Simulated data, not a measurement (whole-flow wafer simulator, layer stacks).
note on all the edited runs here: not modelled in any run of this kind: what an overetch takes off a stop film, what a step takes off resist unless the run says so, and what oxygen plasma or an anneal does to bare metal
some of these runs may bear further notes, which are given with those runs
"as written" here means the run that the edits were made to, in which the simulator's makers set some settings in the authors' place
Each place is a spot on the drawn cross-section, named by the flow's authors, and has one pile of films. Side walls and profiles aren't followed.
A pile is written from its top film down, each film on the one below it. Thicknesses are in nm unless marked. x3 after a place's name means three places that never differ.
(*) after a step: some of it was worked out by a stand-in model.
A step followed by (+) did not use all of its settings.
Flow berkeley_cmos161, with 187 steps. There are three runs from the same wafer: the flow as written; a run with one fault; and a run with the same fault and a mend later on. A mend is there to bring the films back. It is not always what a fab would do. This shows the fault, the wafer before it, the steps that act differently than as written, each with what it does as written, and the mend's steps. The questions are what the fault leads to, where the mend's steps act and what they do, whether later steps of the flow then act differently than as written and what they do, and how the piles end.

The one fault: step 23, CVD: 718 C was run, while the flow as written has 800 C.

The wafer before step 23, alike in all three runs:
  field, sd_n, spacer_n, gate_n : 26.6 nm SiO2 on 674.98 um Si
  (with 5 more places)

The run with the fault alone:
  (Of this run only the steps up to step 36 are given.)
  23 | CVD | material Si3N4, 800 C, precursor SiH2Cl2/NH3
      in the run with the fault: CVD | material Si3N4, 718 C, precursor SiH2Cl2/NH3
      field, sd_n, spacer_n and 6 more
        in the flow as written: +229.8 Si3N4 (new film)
        in the run with the fault: +66.5 Si3N4 (new film)
  Steps further on in the flow that do not act as written (1 other step is not shown; it differs only slightly, by no more than 2% or 0.5 nm, whichever is larger):
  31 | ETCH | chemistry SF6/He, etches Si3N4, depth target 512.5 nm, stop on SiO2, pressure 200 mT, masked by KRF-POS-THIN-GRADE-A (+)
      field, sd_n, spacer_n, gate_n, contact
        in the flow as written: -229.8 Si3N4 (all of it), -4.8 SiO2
        in the run with the fault: -66.5 Si3N4 (all of it), -4.8 SiO2
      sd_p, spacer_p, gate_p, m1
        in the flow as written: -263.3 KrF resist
        in the run with the fault: -85.8 KrF resist
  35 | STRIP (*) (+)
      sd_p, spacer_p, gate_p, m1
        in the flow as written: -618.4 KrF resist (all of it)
        in the run with the fault: -795.7 KrF resist (all of it)
  Once step 36 is done, the piles at sd_p, spacer_p, gate_p, m1 depart from the flow's by more than 2% or 0.5 nm, whichever is larger.
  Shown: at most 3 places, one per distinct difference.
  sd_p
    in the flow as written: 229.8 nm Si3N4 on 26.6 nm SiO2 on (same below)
    in the run with the fault: 66.5 nm Si3N4 on 26.6 nm SiO2 on (same below)

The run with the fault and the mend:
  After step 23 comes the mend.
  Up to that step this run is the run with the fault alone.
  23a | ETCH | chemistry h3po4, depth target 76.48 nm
      field, sd_n, spacer_n and 6 more
        -66.5 Si3N4 (all of it)
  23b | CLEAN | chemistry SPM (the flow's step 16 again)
      does not change any film at any place that is followed
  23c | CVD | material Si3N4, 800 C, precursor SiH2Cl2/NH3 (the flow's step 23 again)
      field, sd_n, spacer_n and 6 more
        +229.8 Si3N4 (new film)
  None of the later steps of the flow acts differently than as written at any place that is followed.
  At every place that both follow, the piles at the end match the flow's.
